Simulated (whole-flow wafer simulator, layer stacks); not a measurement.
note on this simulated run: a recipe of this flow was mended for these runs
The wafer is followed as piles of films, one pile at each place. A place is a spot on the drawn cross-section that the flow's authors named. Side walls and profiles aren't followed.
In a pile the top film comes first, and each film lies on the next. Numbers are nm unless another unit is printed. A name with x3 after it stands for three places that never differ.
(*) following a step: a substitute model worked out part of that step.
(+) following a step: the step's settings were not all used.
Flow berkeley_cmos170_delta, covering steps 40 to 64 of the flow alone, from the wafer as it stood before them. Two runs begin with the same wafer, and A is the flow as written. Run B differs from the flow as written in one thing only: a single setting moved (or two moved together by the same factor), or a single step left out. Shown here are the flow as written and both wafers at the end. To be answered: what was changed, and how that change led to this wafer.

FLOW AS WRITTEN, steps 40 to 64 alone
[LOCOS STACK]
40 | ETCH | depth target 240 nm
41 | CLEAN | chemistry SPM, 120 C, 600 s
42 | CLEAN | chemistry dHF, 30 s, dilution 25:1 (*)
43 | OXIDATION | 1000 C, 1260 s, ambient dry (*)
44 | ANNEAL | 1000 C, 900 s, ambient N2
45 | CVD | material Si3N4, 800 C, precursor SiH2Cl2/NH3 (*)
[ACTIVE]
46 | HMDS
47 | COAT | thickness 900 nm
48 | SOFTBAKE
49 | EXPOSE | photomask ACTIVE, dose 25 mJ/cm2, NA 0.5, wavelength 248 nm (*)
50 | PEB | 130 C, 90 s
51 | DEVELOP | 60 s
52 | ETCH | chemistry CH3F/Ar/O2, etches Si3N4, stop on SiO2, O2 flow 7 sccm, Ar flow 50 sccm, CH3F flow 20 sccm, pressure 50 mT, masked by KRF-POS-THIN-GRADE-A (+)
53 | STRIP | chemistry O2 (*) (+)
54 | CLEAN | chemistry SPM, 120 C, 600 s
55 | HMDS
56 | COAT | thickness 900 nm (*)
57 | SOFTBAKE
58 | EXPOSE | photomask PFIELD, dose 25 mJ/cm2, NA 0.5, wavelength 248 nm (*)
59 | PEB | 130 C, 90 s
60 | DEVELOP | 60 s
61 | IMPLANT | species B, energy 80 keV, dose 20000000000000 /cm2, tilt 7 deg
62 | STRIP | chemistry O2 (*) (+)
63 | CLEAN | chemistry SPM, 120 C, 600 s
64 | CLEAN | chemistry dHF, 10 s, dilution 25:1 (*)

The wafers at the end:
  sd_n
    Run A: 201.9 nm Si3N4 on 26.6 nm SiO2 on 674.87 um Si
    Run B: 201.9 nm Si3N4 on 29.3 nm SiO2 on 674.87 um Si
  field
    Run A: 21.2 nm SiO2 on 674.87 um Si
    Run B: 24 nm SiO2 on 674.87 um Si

The reason: step 43, OXIDATION: 1512 s was run, whereas the flow has 1260 s.

Step by step, how the change led to this:
  43 | OXIDATION | 1000 C, 1260 s, ambient dry (*)
      field, sd_n, spacer_n and 6 more: A SiO2 gains 26.6 (new film), Si loses 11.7 | B SiO2 gains 29.3 (new film), Si loses 12.9
